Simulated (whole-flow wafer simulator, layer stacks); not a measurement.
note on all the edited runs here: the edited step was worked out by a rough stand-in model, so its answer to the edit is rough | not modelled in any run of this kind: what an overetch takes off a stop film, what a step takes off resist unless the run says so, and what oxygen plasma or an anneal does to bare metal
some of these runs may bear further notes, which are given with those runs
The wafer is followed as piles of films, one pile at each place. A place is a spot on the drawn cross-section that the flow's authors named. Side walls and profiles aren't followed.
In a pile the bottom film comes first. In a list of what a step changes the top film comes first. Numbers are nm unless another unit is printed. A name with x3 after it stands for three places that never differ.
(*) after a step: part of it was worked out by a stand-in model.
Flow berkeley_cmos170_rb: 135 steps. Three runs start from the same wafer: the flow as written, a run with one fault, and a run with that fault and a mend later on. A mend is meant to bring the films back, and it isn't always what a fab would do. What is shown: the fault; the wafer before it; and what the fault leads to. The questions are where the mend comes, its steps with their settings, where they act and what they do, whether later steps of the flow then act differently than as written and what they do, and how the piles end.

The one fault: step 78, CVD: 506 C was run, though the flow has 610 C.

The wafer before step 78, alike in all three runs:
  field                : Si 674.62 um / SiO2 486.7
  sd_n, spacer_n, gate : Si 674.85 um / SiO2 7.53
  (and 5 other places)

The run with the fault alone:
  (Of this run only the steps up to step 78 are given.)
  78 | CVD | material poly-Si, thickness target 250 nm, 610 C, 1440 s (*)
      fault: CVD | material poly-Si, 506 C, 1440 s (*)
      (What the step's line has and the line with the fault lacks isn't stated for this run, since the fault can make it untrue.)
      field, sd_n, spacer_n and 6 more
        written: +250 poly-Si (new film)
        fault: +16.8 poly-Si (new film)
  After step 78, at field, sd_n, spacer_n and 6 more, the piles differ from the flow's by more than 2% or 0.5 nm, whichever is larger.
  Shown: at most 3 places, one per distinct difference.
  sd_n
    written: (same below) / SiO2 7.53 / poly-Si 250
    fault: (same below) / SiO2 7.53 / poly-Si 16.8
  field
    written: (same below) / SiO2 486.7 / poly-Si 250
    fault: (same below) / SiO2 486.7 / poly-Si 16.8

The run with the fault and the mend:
  The mend stands after step 78.
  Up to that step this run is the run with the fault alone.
  78a | ETCH | chemistry tmah, depth target 19.3 nm
      field, sd_n, spacer_n and 6 more
        -16.8 poly-Si (all of it)
  78b | CLEAN (*) (the flow's step 74, run once more)
      leaves every film unchanged at each place that is followed
  78c | CVD | material poly-Si, thickness target 250 nm, 610 C, 1440 s (*) (the flow's step 78, run once more)
      field, sd_n, spacer_n and 6 more
        +250 poly-Si (new film)
  None of the later steps of the flow differs from how it acts as written, at any place that is followed, by more than 2% or 0.5 nm, whichever is larger.
  By the end, the piles equal the flow's at every place that both follow.
